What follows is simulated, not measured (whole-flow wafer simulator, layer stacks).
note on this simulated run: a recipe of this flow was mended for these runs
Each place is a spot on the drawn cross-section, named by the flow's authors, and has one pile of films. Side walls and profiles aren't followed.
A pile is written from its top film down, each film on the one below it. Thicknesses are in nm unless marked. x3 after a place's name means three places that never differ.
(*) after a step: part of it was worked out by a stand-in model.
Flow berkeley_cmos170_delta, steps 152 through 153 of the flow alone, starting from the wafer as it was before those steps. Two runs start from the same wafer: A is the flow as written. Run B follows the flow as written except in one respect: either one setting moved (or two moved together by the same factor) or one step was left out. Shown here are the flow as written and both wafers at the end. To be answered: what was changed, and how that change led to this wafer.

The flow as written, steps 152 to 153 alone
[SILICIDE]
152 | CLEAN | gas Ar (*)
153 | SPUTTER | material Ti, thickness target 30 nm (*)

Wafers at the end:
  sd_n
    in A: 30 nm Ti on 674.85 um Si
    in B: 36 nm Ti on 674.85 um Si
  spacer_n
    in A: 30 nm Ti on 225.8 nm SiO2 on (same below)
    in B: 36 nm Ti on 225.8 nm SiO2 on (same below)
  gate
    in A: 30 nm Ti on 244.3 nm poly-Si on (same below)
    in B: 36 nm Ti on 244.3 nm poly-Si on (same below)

What caused this: step 153, SPUTTER: thickness target 36 nm was run, while the flow as written has thickness target 30 nm.
One can read it off the wafer: sd_n has Ti 36, and step 153 as written asks for 30 nm.

Step by step, how the change led to this:
  153 | SPUTTER | material Ti, thickness target 30 nm (*)
      field, sd_n, spacer_n, gate, spacer_p, gate_p, contact x2: A Ti gains 30 (new film) | B Ti gains 36 (new film)
      sd_p: A Ti gains 27.5 (new film) | B Ti gains 33 (new film)
